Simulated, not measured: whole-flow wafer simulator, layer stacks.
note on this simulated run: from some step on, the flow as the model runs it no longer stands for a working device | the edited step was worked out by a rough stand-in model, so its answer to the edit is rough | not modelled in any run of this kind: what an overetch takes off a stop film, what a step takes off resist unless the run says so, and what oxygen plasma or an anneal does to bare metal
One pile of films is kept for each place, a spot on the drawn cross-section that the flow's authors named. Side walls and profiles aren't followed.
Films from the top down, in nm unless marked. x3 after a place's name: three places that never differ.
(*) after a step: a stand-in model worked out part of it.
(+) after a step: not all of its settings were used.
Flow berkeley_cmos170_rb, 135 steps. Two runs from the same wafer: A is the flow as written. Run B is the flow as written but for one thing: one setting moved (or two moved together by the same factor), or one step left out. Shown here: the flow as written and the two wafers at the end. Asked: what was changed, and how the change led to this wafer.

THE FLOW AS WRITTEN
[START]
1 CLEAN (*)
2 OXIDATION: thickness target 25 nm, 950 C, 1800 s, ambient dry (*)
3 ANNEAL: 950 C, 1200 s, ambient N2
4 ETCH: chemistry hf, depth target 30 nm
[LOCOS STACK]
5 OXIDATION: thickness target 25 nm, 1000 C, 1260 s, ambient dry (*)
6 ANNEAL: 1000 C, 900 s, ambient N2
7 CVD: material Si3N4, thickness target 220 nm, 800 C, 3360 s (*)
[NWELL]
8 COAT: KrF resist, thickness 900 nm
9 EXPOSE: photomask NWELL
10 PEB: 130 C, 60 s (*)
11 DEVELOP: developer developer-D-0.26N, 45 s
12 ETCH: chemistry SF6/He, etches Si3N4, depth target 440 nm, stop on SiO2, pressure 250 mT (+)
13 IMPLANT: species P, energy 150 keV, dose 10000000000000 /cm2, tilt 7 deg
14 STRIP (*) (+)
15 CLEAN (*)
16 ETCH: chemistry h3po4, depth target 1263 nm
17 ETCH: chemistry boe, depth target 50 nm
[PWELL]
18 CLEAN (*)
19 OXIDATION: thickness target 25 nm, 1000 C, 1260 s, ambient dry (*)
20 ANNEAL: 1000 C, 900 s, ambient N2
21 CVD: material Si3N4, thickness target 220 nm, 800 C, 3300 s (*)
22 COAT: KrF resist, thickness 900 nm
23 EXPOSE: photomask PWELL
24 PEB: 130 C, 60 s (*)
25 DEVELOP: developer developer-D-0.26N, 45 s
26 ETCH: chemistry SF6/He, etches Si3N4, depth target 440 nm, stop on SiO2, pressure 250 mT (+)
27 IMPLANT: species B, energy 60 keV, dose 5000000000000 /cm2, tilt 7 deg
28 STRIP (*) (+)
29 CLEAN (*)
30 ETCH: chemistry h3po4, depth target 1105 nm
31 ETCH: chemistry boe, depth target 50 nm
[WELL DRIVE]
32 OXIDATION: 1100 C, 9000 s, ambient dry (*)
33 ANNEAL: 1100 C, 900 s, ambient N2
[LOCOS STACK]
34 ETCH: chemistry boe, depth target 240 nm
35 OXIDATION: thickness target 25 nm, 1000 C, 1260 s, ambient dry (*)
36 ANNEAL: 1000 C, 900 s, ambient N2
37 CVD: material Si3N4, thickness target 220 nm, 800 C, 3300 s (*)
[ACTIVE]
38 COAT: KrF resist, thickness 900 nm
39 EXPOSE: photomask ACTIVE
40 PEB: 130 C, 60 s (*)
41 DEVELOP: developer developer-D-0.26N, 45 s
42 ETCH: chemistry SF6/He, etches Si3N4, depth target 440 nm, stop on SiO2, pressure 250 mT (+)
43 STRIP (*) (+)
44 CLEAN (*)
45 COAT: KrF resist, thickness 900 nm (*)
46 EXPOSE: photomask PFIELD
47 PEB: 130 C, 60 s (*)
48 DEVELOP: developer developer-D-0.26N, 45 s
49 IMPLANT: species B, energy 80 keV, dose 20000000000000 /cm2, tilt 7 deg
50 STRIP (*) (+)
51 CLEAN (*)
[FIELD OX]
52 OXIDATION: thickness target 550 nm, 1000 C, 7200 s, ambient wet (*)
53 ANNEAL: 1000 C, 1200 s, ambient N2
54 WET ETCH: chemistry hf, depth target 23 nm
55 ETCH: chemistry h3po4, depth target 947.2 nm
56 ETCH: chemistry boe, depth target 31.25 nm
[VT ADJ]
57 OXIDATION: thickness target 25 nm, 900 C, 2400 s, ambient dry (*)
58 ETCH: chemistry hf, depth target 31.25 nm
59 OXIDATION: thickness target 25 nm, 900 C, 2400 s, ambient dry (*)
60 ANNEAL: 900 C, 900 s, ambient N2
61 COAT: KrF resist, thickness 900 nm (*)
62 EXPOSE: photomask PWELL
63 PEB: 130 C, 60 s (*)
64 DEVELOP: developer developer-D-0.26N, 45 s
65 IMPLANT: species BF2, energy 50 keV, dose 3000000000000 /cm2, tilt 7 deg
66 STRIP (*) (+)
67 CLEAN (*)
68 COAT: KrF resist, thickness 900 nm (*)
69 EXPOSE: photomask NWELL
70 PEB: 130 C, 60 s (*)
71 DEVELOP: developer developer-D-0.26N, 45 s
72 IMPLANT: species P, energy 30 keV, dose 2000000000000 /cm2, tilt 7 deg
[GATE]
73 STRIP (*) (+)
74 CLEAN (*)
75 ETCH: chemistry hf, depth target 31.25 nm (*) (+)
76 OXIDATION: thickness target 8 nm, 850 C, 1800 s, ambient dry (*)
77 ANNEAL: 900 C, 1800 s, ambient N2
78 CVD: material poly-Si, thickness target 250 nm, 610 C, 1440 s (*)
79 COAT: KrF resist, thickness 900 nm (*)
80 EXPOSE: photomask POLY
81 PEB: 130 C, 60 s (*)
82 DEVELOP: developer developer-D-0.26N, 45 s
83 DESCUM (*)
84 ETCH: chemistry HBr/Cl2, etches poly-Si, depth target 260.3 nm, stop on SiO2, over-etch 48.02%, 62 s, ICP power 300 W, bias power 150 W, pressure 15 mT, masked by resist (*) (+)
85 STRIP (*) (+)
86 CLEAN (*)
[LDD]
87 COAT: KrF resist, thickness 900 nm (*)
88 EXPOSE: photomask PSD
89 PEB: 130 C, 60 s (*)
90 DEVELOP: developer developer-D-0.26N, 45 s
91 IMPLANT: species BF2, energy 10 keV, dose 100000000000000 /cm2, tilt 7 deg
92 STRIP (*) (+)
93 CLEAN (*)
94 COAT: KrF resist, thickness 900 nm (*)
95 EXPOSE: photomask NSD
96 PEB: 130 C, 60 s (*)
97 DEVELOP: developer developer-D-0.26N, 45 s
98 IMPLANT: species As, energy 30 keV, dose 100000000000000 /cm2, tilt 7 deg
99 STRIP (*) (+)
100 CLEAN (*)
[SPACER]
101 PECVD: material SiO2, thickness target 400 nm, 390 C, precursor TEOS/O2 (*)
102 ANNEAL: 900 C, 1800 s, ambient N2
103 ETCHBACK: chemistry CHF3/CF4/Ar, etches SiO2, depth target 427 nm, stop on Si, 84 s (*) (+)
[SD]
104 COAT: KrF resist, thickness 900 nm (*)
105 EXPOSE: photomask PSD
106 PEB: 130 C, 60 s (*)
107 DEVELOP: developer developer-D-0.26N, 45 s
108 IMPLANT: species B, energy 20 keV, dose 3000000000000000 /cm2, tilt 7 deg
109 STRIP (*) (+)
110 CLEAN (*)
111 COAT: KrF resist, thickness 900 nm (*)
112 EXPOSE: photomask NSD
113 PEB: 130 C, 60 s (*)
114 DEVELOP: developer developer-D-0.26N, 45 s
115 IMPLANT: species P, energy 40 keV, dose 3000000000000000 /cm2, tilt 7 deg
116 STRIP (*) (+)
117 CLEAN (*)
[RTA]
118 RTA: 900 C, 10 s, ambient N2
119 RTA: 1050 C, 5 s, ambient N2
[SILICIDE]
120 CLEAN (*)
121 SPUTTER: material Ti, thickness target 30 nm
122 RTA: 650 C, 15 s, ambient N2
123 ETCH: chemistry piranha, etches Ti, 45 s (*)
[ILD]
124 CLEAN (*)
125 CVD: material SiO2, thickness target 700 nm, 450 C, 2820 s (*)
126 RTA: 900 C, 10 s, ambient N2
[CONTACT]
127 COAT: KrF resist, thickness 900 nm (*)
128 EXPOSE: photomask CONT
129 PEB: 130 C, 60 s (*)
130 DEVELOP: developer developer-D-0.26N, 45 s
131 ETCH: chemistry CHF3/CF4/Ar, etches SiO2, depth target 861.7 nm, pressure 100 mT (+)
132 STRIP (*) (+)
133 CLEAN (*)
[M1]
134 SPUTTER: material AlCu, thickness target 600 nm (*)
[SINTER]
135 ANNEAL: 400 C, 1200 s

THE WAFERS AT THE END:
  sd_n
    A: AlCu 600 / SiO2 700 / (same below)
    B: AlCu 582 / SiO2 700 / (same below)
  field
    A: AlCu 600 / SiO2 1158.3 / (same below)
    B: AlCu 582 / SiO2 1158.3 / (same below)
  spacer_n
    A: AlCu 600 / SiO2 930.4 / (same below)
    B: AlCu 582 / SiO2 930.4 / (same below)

The cause: step 134, SPUTTER: thickness target 582 nm was run, where the flow has thickness target 600 nm.
It can be read off the wafer: sd_n has AlCu 582, and step 134 as written asks for 600 nm.

How the change led to this, step by step:
  134 SPUTTER: material AlCu, thickness target 600 nm (*)
      field, sd_n, spacer_n, gate, spacer_p, gate_p, m1: A AlCu +600 (new film) | B AlCu +582 (new film)
      sd_p: A AlCu +545.9 (new film) | B AlCu +528.7 (new film)
      (and at 1 more place)
